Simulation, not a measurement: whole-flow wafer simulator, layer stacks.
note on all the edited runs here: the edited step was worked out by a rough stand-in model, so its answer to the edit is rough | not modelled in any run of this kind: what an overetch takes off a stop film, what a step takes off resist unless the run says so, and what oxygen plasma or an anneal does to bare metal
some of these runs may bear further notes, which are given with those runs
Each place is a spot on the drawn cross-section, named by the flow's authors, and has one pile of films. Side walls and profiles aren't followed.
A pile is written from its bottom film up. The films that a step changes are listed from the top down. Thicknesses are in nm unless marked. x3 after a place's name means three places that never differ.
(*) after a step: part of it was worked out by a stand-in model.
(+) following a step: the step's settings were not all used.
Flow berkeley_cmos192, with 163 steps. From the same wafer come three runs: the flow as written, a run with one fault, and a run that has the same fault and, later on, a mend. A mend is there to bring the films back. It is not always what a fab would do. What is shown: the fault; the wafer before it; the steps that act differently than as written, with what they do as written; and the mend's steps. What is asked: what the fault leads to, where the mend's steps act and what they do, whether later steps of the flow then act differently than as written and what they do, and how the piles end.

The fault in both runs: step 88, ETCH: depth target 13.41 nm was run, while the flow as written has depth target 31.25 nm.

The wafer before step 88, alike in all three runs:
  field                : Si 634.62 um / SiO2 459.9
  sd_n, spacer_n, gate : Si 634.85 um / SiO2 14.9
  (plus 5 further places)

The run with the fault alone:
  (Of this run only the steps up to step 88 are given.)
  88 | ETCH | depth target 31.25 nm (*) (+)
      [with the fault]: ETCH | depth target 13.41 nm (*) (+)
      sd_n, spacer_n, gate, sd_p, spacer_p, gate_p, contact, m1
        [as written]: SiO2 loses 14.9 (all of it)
        [with the fault]: SiO2 loses 13.4
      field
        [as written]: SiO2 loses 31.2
        [with the fault]: SiO2 loses 13.4
  After step 88, at field, sd_n, spacer_n and 6 more, the piles differ from the flow's by more than 2% or 0.5 nm, whichever is larger.
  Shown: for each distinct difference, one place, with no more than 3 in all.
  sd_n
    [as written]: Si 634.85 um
    [with the fault]: Si 634.85 um / SiO2 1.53
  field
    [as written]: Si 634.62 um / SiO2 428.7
    [with the fault]: Si 634.62 um / SiO2 446.5

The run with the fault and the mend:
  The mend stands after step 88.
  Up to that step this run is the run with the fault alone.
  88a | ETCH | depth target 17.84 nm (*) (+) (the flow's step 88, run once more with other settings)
      sd_n, spacer_n, gate, sd_p, spacer_p, gate_p, contact, m1
        SiO2 loses 1.53 (all of it)
      field
        SiO2 loses 17.8
  Every later step of the flow that is run acts as written, at every place that is followed, to within 2% or 0.5 nm, whichever is larger.
  By the end, the piles equal the flow's at every place that both follow.
